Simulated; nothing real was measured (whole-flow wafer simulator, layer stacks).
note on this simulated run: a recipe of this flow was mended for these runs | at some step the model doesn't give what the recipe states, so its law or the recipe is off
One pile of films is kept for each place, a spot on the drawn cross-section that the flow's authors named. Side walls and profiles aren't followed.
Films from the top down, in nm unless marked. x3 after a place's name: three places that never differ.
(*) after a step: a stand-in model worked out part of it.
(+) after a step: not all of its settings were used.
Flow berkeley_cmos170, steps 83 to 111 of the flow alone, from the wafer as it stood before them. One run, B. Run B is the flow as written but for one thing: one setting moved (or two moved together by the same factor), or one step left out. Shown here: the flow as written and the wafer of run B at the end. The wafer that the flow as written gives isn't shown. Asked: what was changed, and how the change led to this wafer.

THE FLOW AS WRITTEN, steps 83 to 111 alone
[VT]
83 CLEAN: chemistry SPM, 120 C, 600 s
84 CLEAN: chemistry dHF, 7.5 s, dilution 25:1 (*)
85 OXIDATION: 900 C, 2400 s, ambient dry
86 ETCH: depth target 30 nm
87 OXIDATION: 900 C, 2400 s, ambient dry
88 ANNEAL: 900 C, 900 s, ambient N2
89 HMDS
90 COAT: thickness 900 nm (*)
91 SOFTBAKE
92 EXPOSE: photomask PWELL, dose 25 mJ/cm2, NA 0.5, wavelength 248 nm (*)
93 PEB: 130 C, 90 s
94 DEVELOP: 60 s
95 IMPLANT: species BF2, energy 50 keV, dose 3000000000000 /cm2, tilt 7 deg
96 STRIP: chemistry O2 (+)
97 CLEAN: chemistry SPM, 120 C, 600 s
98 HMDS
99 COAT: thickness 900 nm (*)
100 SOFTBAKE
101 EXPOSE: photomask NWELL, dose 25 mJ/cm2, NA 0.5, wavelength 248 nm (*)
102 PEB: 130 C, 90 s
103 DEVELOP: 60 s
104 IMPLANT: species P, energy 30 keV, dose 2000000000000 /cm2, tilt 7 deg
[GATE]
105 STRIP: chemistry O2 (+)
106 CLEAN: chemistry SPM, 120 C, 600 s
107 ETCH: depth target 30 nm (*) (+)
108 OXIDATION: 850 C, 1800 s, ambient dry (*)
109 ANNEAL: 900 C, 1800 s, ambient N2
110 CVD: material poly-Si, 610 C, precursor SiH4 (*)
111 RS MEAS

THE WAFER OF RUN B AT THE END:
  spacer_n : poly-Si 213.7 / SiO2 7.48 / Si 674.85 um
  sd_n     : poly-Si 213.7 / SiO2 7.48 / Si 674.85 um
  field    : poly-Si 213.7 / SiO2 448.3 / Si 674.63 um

The cause: step 86, ETCH: depth target 10 nm was run, where the flow has depth target 30 nm.

How the change led to this, step by step:
  86 ETCH: depth target 30 nm
      mark, sd_n, spacer_n and 9 more: SiO2 -10 (as written it would be: SiO2 -14.9 (all of it))
      field: SiO2 -10 (as written it would be: SiO2 -30)
  87 OXIDATION: 900 C, 2400 s, ambient dry
      mark, sd_n, spacer_n and 9 more: SiO2 +11.4, Si -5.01 (as written it would be: SiO2 +14.9 (new film), Si -6.57)
  107 ETCH: depth target 30 nm (*) (+)
      mark, sd_n, spacer_n and 9 more: SiO2 -16.3 (all of it) (as written it would be: SiO2 -14.9 (all of it))
